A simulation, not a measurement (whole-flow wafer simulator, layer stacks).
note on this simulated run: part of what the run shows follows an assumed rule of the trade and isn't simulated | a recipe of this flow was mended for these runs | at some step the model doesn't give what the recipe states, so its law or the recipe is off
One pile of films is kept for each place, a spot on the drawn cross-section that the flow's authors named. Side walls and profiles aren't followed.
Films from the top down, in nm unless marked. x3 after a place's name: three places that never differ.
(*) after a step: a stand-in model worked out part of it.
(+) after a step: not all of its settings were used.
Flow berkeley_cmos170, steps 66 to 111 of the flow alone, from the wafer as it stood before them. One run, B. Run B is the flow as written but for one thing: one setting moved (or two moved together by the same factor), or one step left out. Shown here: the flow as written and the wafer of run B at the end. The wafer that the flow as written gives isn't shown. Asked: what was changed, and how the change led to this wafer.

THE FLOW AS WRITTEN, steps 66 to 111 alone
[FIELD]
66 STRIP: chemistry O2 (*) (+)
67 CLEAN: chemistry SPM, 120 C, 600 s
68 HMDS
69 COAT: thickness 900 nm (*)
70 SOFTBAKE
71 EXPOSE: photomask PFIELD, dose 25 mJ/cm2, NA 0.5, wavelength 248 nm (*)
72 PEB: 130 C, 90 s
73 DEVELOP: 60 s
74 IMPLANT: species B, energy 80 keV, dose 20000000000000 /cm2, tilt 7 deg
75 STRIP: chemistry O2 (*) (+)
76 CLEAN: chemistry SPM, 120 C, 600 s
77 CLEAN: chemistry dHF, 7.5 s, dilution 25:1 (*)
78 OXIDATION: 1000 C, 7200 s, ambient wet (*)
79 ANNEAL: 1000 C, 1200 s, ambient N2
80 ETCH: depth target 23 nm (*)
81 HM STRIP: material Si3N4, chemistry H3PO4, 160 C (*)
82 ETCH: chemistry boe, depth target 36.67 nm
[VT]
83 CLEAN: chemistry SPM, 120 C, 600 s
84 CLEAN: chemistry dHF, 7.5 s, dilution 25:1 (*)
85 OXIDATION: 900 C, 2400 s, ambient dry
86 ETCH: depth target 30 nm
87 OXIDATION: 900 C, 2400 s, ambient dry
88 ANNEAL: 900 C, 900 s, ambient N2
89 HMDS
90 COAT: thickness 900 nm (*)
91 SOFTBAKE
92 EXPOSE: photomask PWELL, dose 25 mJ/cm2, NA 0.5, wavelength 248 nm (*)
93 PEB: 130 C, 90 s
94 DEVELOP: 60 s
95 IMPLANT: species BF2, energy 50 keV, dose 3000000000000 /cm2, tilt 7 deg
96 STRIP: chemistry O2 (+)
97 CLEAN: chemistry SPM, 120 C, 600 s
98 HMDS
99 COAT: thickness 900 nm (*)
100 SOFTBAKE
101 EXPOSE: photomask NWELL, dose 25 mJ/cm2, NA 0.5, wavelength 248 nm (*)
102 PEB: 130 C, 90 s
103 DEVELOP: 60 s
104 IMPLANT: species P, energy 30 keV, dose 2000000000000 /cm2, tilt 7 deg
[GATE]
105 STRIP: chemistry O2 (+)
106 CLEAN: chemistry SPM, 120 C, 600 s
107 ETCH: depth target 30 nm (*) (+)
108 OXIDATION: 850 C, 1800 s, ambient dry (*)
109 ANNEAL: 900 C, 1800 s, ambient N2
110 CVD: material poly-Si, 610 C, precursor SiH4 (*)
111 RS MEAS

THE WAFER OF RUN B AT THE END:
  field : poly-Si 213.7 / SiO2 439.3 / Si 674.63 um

The cause: step 82, ETCH: depth target 25.7 nm was run, where the flow has depth target 36.67 nm.

How the change led to this, step by step:
  82 ETCH: chemistry boe, depth target 36.67 nm
      field: SiO2 -25.7 (as written it would be: SiO2 -36.7)
